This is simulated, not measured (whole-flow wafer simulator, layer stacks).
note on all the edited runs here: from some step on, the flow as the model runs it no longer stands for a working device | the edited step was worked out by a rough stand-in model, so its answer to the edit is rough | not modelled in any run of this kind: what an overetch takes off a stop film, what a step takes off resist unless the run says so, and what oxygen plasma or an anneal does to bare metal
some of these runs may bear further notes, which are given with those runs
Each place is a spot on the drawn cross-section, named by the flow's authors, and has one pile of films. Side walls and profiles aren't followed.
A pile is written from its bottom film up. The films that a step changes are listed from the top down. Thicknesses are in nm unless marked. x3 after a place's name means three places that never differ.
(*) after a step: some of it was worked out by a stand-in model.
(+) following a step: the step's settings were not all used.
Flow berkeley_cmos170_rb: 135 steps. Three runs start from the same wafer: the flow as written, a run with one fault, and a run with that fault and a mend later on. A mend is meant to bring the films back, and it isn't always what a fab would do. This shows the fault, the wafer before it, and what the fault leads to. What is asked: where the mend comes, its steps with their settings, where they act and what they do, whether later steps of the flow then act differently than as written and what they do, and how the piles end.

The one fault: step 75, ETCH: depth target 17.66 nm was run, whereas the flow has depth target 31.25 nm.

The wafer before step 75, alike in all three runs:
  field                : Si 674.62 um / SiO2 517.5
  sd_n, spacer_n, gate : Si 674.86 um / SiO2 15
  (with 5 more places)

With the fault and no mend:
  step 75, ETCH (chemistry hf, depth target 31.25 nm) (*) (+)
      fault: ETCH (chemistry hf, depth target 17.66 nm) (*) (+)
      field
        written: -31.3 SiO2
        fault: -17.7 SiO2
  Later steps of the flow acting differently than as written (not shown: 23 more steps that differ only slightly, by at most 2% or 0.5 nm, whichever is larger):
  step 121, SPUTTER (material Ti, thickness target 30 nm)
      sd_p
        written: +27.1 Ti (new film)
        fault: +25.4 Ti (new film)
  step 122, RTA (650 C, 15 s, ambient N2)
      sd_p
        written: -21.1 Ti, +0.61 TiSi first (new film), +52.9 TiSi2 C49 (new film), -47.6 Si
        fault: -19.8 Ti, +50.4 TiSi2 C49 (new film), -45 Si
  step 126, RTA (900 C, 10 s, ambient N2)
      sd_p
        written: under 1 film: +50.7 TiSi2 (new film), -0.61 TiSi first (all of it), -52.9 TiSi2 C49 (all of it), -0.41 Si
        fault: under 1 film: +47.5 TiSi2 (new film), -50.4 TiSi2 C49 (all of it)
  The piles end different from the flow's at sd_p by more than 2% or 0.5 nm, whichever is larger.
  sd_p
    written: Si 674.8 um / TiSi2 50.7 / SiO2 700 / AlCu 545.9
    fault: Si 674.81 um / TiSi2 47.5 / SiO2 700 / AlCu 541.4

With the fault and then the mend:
  After step 75 comes the mend.
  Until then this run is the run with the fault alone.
  step 75a, ETCH (chemistry hf, depth target 13.59 nm) (*) (+) (the flow's step 75, run once more with other settings)
      field
        -13.6 SiO2
  None of the later steps of the flow differs from how it acts as written, at any place that is followed, by more than 2% or 0.5 nm, whichever is larger.
  By the end, the piles equal the flow's at every place that both follow.
